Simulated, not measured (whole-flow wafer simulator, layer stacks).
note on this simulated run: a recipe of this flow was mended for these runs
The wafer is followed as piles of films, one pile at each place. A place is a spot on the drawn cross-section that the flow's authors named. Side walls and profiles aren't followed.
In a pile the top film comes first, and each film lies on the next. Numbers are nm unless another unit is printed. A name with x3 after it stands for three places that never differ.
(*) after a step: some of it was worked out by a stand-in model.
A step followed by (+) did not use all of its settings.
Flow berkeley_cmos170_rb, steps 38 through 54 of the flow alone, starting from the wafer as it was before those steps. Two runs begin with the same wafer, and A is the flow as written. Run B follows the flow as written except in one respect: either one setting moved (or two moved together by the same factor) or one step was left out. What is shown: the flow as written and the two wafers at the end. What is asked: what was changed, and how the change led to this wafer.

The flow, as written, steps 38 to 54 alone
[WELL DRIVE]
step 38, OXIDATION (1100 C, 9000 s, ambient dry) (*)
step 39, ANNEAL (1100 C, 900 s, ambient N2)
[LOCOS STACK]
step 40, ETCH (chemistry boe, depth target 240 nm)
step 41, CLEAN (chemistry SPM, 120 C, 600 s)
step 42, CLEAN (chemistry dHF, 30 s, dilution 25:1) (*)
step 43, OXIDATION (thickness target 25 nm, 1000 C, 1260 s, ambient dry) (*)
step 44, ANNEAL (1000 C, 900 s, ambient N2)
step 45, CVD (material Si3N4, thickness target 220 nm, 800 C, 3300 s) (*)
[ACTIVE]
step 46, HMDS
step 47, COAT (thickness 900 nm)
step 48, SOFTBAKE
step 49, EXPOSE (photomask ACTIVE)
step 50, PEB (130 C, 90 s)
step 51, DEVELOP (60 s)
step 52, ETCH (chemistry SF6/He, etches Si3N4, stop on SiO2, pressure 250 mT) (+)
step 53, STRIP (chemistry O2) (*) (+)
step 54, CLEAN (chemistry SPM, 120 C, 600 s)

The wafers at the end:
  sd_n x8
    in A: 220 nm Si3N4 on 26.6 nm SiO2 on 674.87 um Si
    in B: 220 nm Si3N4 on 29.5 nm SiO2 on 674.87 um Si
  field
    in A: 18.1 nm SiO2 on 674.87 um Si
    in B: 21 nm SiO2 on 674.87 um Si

The reason: step 40, ETCH: depth target 187 nm was run, while the flow as written has depth target 240 nm.

The path from the change to this, step by step:
  step 40, ETCH (chemistry boe, depth target 240 nm)
      field, sd_n x8: A SiO2 loses 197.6 (all of it) | B SiO2 loses 187
  step 41, CLEAN (chemistry SPM, 120 C, 600 s)
      field, sd_n x8: A chemical SiO2 gains 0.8 (new film), Si loses 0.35 | B nothing
  step 42, CLEAN (chemistry dHF, 30 s, dilution 25:1) (*)
      field, sd_n x8: A chemical SiO2 loses 0.8 (all of it) | B SiO2 loses 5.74
  step 43, OXIDATION (thickness target 25 nm, 1000 C, 1260 s, ambient dry) (*)
      field, sd_n x8: A SiO2 gains 26.6 (new film), Si loses 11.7 | B SiO2 gains 24.6, Si loses 10.8
